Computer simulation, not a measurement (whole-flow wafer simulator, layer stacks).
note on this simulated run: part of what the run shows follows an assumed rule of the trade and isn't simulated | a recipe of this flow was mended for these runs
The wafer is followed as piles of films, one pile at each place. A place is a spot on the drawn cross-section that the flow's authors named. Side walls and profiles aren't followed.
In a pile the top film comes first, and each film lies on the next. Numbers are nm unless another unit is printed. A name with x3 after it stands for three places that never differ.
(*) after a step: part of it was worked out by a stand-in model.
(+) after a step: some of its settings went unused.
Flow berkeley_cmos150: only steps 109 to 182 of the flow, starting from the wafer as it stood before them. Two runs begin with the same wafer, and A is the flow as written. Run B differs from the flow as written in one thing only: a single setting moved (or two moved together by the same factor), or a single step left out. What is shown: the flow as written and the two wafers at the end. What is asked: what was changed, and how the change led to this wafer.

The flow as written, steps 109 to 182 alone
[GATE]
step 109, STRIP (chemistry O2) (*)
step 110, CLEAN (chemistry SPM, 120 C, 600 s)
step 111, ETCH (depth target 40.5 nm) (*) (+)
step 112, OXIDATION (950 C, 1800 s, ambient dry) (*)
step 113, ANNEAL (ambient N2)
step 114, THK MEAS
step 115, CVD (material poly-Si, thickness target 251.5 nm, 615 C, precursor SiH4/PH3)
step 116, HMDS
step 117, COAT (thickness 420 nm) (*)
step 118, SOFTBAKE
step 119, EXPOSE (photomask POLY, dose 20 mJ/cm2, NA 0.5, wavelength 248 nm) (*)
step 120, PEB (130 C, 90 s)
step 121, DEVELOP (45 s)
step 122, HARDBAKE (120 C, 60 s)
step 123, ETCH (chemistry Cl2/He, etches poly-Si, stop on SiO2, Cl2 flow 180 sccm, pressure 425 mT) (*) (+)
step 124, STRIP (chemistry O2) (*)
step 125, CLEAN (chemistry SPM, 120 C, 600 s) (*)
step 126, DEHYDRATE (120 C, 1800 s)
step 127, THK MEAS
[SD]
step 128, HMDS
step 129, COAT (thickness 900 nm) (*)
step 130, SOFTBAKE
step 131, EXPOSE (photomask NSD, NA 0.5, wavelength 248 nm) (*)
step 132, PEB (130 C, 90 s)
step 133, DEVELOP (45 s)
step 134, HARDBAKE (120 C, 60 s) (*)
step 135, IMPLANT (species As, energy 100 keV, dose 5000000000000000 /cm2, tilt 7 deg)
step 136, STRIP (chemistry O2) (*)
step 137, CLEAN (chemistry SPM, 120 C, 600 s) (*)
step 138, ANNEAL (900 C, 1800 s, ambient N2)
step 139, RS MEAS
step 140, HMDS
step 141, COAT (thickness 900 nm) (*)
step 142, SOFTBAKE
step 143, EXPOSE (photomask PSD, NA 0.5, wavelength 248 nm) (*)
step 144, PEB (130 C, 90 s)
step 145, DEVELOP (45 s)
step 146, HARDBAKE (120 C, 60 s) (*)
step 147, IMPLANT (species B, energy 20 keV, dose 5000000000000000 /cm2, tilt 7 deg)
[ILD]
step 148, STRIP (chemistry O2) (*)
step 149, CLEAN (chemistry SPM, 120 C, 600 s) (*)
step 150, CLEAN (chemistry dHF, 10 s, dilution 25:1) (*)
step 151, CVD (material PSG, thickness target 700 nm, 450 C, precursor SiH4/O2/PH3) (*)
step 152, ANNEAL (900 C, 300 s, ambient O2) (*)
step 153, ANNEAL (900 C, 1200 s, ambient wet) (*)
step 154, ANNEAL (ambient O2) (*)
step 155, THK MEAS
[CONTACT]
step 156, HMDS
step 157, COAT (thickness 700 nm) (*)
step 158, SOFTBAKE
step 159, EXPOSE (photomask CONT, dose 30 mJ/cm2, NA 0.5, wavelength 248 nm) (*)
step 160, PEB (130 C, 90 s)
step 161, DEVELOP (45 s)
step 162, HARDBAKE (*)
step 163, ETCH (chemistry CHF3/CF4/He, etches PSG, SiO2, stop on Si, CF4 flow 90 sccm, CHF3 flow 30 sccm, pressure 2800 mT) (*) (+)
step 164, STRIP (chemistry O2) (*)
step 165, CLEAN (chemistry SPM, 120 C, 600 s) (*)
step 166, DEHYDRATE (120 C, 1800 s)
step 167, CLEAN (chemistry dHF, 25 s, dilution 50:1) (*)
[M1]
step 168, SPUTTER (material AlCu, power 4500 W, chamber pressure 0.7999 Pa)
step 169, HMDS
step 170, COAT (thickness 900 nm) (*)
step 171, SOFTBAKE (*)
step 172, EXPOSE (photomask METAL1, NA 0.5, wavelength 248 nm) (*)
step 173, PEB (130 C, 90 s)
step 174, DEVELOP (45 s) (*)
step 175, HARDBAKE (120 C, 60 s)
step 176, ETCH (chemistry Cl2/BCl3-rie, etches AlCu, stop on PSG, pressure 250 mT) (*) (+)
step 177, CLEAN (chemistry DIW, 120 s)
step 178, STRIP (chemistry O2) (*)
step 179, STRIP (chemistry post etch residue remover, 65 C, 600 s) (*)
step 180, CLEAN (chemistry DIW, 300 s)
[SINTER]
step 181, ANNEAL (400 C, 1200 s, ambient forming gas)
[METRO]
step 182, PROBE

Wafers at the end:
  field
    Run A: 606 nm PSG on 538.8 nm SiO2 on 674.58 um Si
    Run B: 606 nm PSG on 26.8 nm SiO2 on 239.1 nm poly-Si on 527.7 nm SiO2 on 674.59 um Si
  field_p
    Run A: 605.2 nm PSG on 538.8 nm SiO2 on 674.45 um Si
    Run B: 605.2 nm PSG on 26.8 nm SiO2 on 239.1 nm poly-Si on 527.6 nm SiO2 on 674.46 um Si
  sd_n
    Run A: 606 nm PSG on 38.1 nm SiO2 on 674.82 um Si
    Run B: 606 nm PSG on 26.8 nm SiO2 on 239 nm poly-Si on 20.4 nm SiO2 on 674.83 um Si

The reason: step 123, ETCH: chemistry Cl2/He, etches poly-Si, stop on SiO2, Cl2 flow 180 sccm, pressure 425 mT (*) (+), was omitted.

How this came from the change, step by step:
  step 124, STRIP (chemistry O2) (*)
      field, field_p, sd_n, sd_p, contact, m1: A nothing | B chemical SiO2 gains 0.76 (new film), poly-Si loses 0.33
      gate_n: A chemical SiO2 gains 0.69 (new film), KrF-resist loses 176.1 (all of it), poly-Si loses 0.3 | B chemical SiO2 gains 0.59 (new film), KrF-resist loses 396.7 (all of it), poly-Si loses 0.26
      (and at 1 other place as well)
  step 129, COAT (thickness 900 nm) (*)
      gate_n: A thick-KrF-resist gains 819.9 (new film) | B thick-KrF-resist gains 1008.5 (new film)
      sd_p: A thick-KrF-resist gains 1133 (new film) | B thick-KrF-resist gains 1103.4 (new film)
      (and at 1 other place as well)
  step 132, PEB (130 C, 90 s)
      gate_n: A thick-KrF-resist loses 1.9 | B thick-KrF-resist loses 2.42
      gate_p: A thick-KrF-resist loses 2.09 | B thick-KrF-resist loses 2.63
  step 133, DEVELOP (45 s)
      gate_n: A thick-KrF-resist loses 818.1 (all of it) | B thick-KrF-resist loses 1006.1 (all of it)
  step 136, STRIP (chemistry O2) (*)
      sd_n, contact, m1: A nothing | B chemical SiO2 gains 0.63, poly-Si loses 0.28
      sd_p: A thick-KrF-resist loses 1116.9 (all of it) | B thick-KrF-resist loses 1087.4 (all of it), chemical SiO2 gains 0.34, poly-Si loses 0.15
      (and at 1 other place as well)
  step 141, COAT (thickness 900 nm) (*)
      gate_n: A thick-KrF-resist gains 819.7 (new film) | B thick-KrF-resist gains 1008.5 (new film)
      sd_p: A thick-KrF-resist gains 1133 (new film) | B thick-KrF-resist gains 1103.5 (new film)
      (and at 1 other place as well)
  step 144, PEB (130 C, 90 s)
      gate_n: A thick-KrF-resist loses 1.9 | B thick-KrF-resist loses 2.42
      gate_p: A thick-KrF-resist loses 2.09 | B thick-KrF-resist loses 2.63
  step 145, DEVELOP (45 s)
      sd_p: A thick-KrF-resist loses 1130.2 (all of it) | B thick-KrF-resist loses 1100.8 (all of it)
      gate_p: A thick-KrF-resist loses 886.7 (all of it) | B thick-KrF-resist loses 1077.6 (all of it)
  step 148, STRIP (chemistry O2) (*)
      gate_n: A thick-KrF-resist loses 804.5 (all of it), chemical SiO2 gains 0.09, poly-Si loses 0.04 | B thick-KrF-resist loses 992.7 (all of it), chemical SiO2 gains 0.09, poly-Si loses 0.04
  step 150, CLEAN (chemistry dHF, 10 s, dilution 25:1) (*)
      sd_n, contact, m1: A SiO2 loses 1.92 | B chemical SiO2 loses 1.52 (all of it)
      field, field_p: A SiO2 loses 1.91 | B chemical SiO2 loses 1.3 (all of it)
      (and at 1 other place as well)
  step 151, CVD (material PSG, thickness target 700 nm, 450 C, precursor SiH4/O2/PH3) (*)
      gate_n, gate_p: A PSG gains 700 (new film) | B PSG gains 679.9 (new film)
      sd_p: A PSG gains 639.5 (new film) | B PSG gains 679.9 (new film)
  step 153, ANNEAL (900 C, 1200 s, ambient wet) (*)
      sd_n, contact, m1: A PSG loses 35, SiO2 gains 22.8, Si loses 10 | B PSG loses 35, SiO2 gains 26.8 (new film), poly-Si loses 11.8
      field, field_p: A PSG loses 35, SiO2 gains 16.3, Si loses 7.15 | B PSG loses 35, SiO2 gains 26.8 (new film), poly-Si loses 11.8
      (and at 3 other places as well)
  step 157, COAT (thickness 700 nm) (*)
      field_p: A KrF-resist gains 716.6 (new film) | B KrF-resist gains 690.9 (new film)
      gate_n: A KrF-resist gains 650.5 (new film) | B KrF-resist gains 800 (new film)
      (and at 2 other places as well)
  step 163, ETCH (chemistry CHF3/CF4/He, etches PSG, SiO2, stop on Si, CF4 flow 90 sccm, CHF3 flow 30 sccm, pressure 2800 mT) (*) (+)
      contact: A PSG loses 665 (all of it), SiO2 loses 38.1 (all of it), Si loses 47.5 | B PSG loses 665 (all of it), SiO2 loses 26.8 (all of it), poly-Si loses 47.5
  step 164, STRIP (chemistry O2) (*)
      field: A KrF-resist loses 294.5 (all of it) | B KrF-resist loses 288 (all of it)
      field_p: A KrF-resist loses 397.1 (all of it) | B KrF-resist loses 375.5 (all of it)
      (and at 3 other places as well)
  step 168, SPUTTER (material AlCu, power 4500 W, chamber pressure 0.7999 Pa)
      sd_p: A AlCu gains 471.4 (new film) | B AlCu gains 564.3 (new film)
  ... 3 further steps ...
  step 176, ETCH (chemistry Cl2/BCl3-rie, etches AlCu, stop on PSG, pressure 250 mT) (*) (+)
      gate_n, gate_p: A AlCu loses 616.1 (all of it), PSG loses 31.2 | B AlCu loses 608.9 (all of it), PSG loses 32.2
      sd_p: A AlCu loses 461.4 (all of it), PSG loses 50.6 | B AlCu loses 554.3 (all of it), PSG loses 39
